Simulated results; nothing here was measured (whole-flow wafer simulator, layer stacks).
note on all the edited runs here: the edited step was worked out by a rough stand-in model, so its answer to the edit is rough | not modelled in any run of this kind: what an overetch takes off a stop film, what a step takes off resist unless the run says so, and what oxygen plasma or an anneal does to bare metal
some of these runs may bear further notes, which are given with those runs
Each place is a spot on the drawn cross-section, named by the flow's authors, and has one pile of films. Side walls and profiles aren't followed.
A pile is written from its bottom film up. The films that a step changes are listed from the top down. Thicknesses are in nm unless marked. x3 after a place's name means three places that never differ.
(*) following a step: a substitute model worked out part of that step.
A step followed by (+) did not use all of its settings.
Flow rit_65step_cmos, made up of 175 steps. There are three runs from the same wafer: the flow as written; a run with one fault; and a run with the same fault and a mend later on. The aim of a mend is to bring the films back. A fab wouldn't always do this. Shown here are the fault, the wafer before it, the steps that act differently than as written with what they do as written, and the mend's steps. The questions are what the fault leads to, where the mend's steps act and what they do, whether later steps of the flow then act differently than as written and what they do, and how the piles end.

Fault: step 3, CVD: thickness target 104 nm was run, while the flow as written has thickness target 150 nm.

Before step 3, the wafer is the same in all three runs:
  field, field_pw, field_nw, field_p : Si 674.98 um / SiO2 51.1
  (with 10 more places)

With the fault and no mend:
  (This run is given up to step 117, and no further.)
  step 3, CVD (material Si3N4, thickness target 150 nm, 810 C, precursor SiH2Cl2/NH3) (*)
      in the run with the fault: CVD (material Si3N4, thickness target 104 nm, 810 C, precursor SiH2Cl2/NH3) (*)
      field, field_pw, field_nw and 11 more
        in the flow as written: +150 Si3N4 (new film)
        in the run with the fault: +104 Si3N4 (new film)
  Steps later in the flow that act otherwise than as written (not shown: 36 more steps that differ only slightly, by at most 2% or 0.5 nm, whichever is larger):
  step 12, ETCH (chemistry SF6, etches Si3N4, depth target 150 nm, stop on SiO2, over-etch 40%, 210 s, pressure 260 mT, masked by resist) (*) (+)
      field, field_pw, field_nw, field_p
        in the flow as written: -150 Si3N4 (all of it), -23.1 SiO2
        in the run with the fault: -104 Si3N4 (all of it), -40.8 SiO2
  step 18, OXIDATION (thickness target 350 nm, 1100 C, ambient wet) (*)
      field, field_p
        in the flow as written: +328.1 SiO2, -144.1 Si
        in the run with the fault: +342.5 SiO2, -150.4 Si
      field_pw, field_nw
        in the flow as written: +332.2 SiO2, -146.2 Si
        in the run with the fault: +345.7 SiO2, -152.1 Si
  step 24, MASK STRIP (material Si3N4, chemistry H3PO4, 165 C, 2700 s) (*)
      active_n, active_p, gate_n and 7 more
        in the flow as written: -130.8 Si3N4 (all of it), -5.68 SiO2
        in the run with the fault: -84.8 Si3N4 (all of it), -7.44 SiO2
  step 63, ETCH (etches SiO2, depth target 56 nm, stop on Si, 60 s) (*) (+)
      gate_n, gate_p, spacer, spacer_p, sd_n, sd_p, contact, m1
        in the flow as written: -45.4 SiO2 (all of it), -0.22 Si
        in the run with the fault: -43.7 SiO2 (all of it), -0.25 Si
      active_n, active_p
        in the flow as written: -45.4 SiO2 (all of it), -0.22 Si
        in the run with the fault: -43.6 SiO2 (all of it), -0.25 Si
  After step 117 the piles are close to the flow's at the places that both follow, differing by at most 2% or 0.5 nm, whichever is larger.

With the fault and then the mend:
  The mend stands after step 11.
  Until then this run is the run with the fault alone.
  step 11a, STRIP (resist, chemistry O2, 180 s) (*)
      active_n, active_p, gate_n and 7 more
        -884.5 resist (all of it)
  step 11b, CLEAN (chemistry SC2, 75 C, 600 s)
      does not change any film at any place that is followed
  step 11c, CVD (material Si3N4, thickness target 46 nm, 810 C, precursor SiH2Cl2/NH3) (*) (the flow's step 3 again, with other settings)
      field, field_pw, field_nw and 11 more
        +46 Si3N4
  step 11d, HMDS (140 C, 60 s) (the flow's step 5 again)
      does not change any film at any place that is followed
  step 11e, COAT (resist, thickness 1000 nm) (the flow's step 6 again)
      field, field_pw, field_nw and 11 more
        +1000 resist (new film)
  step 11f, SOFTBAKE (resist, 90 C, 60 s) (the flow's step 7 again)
      does not change any film at any place that is followed
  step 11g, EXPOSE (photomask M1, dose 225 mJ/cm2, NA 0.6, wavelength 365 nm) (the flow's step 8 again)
      does not change any film at any place that is followed
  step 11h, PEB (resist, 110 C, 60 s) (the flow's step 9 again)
      field, field_pw, field_nw and 11 more
        -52 resist
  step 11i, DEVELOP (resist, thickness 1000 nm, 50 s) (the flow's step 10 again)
      field, field_pw, field_nw, field_p
        -948 resist (all of it)
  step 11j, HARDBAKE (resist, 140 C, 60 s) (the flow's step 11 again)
      active_n, active_p, gate_n and 7 more
        -63.5 resist
  Every later step of the flow that is run acts as written at every place that is followed.
  At every place that both follow, the piles at the end match the flow's.
